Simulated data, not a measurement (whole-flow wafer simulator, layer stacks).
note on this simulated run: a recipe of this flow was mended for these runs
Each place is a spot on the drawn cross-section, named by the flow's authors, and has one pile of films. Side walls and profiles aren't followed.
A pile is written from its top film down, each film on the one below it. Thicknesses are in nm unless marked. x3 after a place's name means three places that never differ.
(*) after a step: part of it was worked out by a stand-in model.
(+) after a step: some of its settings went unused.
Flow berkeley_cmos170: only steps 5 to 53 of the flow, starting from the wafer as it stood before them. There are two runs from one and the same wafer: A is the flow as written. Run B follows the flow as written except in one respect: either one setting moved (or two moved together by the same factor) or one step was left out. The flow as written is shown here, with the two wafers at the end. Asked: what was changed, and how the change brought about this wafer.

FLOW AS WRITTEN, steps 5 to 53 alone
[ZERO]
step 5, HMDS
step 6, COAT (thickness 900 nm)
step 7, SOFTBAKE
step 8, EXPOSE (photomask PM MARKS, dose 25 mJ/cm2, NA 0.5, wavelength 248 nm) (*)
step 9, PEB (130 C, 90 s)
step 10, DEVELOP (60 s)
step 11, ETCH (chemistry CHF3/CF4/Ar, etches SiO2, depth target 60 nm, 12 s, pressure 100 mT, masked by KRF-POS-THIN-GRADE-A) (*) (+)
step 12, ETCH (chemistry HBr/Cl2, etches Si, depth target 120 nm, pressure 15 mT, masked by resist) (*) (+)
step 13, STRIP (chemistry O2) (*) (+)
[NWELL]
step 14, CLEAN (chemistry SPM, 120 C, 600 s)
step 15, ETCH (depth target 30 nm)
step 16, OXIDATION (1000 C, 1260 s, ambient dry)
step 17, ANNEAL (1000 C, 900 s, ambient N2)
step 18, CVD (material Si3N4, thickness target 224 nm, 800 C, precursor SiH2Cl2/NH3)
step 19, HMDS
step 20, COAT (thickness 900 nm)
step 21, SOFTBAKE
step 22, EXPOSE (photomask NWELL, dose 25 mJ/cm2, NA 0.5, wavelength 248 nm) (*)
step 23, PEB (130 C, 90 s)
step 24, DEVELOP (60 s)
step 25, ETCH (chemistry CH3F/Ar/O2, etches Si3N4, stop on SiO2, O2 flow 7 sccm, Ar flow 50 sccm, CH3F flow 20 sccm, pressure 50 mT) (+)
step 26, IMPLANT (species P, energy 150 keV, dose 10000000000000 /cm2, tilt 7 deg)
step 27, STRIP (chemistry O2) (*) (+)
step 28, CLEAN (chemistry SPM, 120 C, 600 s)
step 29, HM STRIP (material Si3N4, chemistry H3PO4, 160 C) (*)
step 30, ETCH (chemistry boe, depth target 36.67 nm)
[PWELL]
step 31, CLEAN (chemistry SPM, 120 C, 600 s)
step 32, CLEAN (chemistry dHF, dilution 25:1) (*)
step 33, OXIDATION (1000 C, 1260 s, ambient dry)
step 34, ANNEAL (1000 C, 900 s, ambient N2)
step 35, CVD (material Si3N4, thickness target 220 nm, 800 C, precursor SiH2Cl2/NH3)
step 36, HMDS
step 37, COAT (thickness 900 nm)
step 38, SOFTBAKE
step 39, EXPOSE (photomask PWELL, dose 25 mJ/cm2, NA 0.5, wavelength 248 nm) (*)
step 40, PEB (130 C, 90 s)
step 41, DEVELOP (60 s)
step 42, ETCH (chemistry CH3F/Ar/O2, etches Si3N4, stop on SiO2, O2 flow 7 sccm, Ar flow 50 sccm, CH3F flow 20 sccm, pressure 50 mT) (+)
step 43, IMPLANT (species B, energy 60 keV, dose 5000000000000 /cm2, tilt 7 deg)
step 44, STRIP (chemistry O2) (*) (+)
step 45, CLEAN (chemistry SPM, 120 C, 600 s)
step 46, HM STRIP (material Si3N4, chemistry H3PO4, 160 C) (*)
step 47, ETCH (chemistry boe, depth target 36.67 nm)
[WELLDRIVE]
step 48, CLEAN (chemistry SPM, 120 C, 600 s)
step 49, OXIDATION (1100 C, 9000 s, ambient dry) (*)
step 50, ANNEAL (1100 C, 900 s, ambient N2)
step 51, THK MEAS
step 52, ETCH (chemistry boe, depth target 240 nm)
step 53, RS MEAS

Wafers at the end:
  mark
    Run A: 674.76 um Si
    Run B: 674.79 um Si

What caused this: step 12, ETCH: depth target 85 nm was run, though the flow has depth target 120 nm.

How this came from the change, step by step:
  step 12, ETCH (chemistry HBr/Cl2, etches Si, depth target 120 nm, pressure 15 mT, masked by resist) (*) (+)
      field x9, sd_p x3: A -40 KrF-resist | B -28.3 KrF-resist
      mark: A -120 Si | B -85 Si
